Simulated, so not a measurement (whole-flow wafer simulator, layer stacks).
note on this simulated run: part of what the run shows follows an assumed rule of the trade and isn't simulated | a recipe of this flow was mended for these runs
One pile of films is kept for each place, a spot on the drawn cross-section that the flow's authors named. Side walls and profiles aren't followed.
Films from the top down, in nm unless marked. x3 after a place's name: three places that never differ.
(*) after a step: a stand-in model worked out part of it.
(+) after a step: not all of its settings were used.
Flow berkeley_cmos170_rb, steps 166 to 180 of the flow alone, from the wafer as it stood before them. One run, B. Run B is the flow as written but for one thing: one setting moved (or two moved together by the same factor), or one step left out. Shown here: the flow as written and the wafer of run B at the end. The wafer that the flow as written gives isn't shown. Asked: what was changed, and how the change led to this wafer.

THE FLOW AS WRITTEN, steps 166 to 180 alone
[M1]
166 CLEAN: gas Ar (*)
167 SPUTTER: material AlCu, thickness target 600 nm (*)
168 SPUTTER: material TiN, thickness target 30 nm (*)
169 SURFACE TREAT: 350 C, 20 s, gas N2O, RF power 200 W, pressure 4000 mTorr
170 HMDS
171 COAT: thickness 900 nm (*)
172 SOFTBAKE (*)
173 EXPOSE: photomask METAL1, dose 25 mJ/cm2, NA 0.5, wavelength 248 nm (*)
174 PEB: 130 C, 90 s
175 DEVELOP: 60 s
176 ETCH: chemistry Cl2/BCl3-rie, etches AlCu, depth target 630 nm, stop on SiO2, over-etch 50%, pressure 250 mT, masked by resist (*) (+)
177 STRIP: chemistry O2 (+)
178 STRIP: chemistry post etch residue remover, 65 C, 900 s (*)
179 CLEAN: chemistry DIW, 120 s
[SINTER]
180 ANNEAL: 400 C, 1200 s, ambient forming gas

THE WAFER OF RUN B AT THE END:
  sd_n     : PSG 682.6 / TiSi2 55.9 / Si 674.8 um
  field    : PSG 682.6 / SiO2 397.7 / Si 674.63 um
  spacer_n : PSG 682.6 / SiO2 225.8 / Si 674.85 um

The cause: step 168, SPUTTER: thickness target 23 nm was run, where the flow has thickness target 30 nm; step 176, ETCH: depth target 479 nm was run, where the flow has depth target 630 nm.

How the change led to this, step by step:
  168 SPUTTER: material TiN, thickness target 30 nm (*)
      field, sd_n, spacer_n, gate, spacer_p, gate_p, m1: TiN +23 (new film) (as written it would be: TiN +30 (new film))
      sd_p: TiN +19.8 (new film) (as written it would be: TiN +25.8 (new film))
      (and at 1 more place)
  176 ETCH: chemistry Cl2/BCl3-rie, etches AlCu, depth target 630 nm, stop on SiO2, over-etch 50%, pressure 250 mT, masked by resist (*) (+)
      field, sd_n, spacer_n, gate, spacer_p, gate_p: TiN -23 (all of it), AlCu -600 (all of it), PSG -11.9 (as written it would be: TiN -30 (all of it), AlCu -600 (all of it), PSG -39.4)
      contact, m1: KrF-resist -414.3 (as written it would be: KrF-resist -472.5)
      (and at 1 more place)
  177 STRIP: chemistry O2 (+)
      contact: KrF-resist -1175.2 (all of it) (as written it would be: KrF-resist -1121.3 (all of it))
      m1: KrF-resist -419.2 (all of it) (as written it would be: KrF-resist -361.6 (all of it))
